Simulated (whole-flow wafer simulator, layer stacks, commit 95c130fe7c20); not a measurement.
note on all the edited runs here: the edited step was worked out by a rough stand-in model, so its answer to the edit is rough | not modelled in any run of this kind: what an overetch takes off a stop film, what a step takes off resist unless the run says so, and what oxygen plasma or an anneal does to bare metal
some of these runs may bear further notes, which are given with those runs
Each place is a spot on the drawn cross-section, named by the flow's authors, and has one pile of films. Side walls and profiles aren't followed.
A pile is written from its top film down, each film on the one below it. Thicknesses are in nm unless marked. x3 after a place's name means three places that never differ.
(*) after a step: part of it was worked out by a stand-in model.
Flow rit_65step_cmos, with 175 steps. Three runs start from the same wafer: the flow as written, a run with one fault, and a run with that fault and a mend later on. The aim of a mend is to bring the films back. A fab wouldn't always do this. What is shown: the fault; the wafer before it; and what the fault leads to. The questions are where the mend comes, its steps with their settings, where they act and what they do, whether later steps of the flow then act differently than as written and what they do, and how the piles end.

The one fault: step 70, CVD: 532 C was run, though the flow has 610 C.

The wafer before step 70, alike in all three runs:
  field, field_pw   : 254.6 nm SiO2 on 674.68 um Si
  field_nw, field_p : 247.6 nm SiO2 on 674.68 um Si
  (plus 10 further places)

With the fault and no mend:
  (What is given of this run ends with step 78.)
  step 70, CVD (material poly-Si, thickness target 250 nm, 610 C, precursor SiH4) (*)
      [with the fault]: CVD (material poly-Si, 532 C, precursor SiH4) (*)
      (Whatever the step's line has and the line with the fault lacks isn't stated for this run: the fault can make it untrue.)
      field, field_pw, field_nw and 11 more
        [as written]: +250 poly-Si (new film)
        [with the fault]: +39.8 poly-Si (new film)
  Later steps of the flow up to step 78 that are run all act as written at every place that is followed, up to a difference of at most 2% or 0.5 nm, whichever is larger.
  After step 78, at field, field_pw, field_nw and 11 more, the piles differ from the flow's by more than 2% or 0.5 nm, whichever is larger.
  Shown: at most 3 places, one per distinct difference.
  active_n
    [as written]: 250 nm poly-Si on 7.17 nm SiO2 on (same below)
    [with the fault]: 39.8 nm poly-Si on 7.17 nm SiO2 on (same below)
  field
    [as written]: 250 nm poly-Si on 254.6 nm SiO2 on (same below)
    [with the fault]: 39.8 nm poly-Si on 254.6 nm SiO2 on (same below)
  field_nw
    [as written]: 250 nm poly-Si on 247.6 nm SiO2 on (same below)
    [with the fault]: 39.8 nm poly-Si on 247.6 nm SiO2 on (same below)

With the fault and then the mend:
  The mend follows step 71.
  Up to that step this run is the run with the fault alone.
  step 71a, ETCH (chemistry tmah, depth target 45.76 nm)
      field, field_pw, field_nw and 11 more
        -39.8 poly-Si (all of it)
  step 71b, CLEAN (chemistry SC2, 75 C, 600 s) (the flow's step 66, run once more)
      leaves every film unchanged at each place that is followed
  step 71c, CVD (material poly-Si, thickness target 250 nm, 610 C, precursor SiH4) (*) (the flow's step 70, run once more)
      field, field_pw, field_nw and 11 more
        +250 poly-Si (new film)
  Later steps of the flow that are run all act as written at every place that is followed.
  The piles end the same as the flow's at every place that both follow.
